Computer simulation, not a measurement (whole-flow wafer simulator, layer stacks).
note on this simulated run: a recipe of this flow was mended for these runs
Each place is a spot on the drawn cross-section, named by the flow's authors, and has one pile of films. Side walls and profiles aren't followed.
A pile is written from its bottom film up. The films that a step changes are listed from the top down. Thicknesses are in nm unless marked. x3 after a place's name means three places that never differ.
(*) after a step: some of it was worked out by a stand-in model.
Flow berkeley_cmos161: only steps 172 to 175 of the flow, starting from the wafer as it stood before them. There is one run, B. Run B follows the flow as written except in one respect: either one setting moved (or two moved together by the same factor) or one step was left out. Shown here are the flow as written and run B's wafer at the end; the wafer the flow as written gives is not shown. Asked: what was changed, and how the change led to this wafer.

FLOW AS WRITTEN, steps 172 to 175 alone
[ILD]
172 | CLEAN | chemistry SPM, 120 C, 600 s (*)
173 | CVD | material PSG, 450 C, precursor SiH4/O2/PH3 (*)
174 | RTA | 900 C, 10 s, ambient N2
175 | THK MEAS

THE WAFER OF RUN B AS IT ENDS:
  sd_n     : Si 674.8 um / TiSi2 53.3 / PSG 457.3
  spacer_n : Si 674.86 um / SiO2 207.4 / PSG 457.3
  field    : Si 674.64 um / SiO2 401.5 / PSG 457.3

Cause: step 173, CVD: 423 C was run, whereas the flow has 450 C.

How this came from the change, step by step:
  173 | CVD | material PSG, 450 C, precursor SiH4/O2/PH3 (*)
      field, sd_n, spacer_n, gate_n, spacer_p, gate_p, contact x2: +457.3 PSG (new film) (as written it would have been: +550 PSG (new film))
      sd_p: +435.4 PSG (new film) (as written it would have been: +522.4 PSG (new film))
